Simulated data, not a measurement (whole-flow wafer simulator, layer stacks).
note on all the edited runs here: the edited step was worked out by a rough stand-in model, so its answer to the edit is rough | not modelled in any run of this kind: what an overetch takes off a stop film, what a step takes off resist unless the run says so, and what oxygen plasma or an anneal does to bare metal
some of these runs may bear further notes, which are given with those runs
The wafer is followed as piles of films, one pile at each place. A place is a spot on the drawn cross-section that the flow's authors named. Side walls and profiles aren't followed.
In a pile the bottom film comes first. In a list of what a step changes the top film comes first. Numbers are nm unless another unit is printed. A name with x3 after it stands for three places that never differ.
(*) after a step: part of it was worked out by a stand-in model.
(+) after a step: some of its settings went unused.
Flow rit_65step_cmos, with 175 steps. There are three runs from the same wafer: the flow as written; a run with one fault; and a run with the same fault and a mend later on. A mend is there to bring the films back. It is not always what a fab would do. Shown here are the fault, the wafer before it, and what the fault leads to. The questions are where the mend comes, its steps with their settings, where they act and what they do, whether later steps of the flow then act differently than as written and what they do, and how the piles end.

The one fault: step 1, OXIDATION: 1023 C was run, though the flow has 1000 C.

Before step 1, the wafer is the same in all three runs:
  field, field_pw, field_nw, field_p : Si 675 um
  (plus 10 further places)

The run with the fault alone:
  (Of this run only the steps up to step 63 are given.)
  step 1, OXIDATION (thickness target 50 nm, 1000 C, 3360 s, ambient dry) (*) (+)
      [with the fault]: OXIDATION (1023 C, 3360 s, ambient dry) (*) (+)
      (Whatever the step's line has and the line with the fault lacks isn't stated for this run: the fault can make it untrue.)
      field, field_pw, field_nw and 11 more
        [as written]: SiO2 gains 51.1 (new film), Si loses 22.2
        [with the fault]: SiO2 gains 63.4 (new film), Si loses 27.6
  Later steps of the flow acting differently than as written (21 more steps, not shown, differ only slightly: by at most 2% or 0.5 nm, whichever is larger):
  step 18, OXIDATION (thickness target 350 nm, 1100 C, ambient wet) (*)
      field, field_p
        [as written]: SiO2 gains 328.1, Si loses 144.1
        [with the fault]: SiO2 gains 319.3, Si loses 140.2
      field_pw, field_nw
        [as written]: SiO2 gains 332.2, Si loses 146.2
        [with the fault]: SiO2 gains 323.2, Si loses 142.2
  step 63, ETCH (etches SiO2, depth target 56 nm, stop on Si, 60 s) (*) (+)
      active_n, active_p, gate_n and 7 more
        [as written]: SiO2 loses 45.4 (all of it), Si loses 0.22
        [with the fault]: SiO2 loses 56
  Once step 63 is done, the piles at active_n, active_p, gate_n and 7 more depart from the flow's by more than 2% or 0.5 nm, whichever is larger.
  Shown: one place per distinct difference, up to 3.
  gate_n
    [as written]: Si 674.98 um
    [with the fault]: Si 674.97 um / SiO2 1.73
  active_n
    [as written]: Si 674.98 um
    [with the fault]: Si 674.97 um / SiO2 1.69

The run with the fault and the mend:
  After step 2 comes the mend.
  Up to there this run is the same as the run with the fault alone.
  step 2a, ETCH (depth target 73 nm, 21.5 C, 81 s)
      field, field_pw, field_nw and 11 more
        SiO2 loses 63.4 (all of it)
  step 2b, CLEAN (chemistry SC2, 75 C, 600 s)
      field, field_pw, field_nw and 11 more
        chemical SiO2 gains 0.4 (new film), Si loses 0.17
  step 2c, OXIDATION (1000 C, 3360 s, ambient dry) (*) (the flow's step 1, run once more with other settings)
      field, field_pw, field_nw and 11 more
        SiO2 gains 51 (new film), chemical SiO2 loses 0.4 (all of it), Si loses 22.3
  Later steps of the flow acting differently than as written (17 more steps, not shown, differ only slightly: by at most 2% or 0.5 nm, whichever is larger):
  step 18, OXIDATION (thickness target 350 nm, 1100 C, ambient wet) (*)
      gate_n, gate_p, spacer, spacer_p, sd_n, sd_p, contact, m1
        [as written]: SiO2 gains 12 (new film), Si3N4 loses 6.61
        [with the mend]: SiO2 gains 12 (new film), Si3N4 loses 6.61, SiO2 gains 0.03
  When the end is reached, the piles differ only a little from the flow's at the places that both follow, at most by 2% or 0.5 nm, whichever is larger.
